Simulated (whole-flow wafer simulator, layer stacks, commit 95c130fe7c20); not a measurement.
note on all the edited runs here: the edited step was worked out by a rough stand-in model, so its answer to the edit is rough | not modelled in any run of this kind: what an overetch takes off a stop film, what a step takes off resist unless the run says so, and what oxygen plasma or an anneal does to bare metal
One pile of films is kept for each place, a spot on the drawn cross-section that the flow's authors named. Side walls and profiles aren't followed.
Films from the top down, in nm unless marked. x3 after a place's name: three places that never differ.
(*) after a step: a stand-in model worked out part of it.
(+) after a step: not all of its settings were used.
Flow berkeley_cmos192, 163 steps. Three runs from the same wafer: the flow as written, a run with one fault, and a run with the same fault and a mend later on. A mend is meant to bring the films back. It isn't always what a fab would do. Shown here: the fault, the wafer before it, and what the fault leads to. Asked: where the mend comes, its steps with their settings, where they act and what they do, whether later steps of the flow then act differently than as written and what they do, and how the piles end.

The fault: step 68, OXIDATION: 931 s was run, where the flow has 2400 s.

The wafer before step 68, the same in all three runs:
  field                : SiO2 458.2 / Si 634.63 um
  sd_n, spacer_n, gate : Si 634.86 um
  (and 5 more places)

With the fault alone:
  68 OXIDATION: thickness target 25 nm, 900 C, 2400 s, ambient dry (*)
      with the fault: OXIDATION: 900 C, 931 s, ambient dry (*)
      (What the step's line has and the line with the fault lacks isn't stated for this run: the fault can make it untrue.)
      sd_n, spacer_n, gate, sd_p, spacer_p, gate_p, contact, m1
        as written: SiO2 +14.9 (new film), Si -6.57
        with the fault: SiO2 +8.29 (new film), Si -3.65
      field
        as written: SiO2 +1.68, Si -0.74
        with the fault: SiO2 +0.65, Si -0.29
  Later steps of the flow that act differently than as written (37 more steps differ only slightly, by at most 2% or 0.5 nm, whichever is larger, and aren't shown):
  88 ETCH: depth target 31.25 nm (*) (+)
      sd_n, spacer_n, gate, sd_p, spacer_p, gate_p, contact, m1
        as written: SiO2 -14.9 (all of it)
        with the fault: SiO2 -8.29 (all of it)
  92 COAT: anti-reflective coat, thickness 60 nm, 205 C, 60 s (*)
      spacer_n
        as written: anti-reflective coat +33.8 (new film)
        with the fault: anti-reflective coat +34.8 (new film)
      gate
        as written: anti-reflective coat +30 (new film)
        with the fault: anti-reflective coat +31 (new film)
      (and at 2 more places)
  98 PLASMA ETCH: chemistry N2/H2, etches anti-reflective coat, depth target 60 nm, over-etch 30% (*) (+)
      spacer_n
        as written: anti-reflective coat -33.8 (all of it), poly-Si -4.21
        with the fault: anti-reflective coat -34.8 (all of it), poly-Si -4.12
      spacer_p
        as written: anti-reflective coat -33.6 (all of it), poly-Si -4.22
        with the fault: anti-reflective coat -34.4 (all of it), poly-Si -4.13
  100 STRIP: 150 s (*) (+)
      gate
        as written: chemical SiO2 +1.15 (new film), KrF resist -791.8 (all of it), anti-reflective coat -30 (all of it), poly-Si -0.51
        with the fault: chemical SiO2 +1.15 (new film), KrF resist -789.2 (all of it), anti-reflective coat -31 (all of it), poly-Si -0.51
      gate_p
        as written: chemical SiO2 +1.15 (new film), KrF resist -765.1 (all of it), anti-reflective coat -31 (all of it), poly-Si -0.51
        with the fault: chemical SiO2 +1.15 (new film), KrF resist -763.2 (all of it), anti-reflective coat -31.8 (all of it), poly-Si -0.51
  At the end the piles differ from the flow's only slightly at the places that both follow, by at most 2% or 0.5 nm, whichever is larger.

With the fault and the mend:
  The mend comes after step 75.
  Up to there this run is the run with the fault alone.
  75a STRIP: 150 s (*) (+)
      sd_p
        KrF resist -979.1 (all of it)
      spacer_p
        KrF resist -960.4 (all of it)
      gate_p
        KrF resist -959.4 (all of it)
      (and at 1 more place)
  75b CLEAN: chemistry SPM
      changes no film at any place that is followed
  75c OXIDATION: 900 C, 1389 s, ambient dry (*) (the flow's step 68 once more, with other settings)
      sd_n, spacer_n, gate, sd_p, spacer_p, gate_p, contact, m1
        SiO2 +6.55, Si -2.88
      field
        SiO2 +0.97, Si -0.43
  75d HMDS (the flow's step 70 once more)
      changes no film at any place that is followed
  75e COAT: KrF resist, thickness 900 nm (*) (the flow's step 71 once more)
      spacer_n, gate
        KrF resist +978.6 (new film)
      field
        KrF resist +842.4 (new film)
      sd_n
        KrF resist +1013.2 (new film)
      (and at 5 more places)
  75f SOFTBAKE: KrF resist (the flow's step 72 once more)
      changes no film at any place that is followed
  75g EXPOSE: photomask PWELL, dose 30 mJ/cm2, NA 0.5, wavelength 248 nm (*) (the flow's step 73 once more)
      changes no film at any place that is followed
  75h PEB: KrF resist, 130 C, 60 s (the flow's step 74 once more)
      sd_n, m1
        KrF resist -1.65
      spacer_n, gate
        KrF resist -1.58
      spacer_p, gate_p
        KrF resist -1.57
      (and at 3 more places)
  75i DEVELOP: KrF resist, thickness 900 nm, developer developer-D-0.26N, 45 s (the flow's step 75 once more)
      sd_p, spacer_p, gate_p, m1
        KrF resist -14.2
      field
        KrF resist -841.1 (all of it)
      sd_n
        KrF resist -1011.6 (all of it)
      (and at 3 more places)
  No later step of the flow acts differently than as written, at any place that is followed, by more than 2% or 0.5 nm, whichever is larger.
  At the end the piles differ from the flow's only slightly at the places that both follow, by at most 2% or 0.5 nm, whichever is larger.
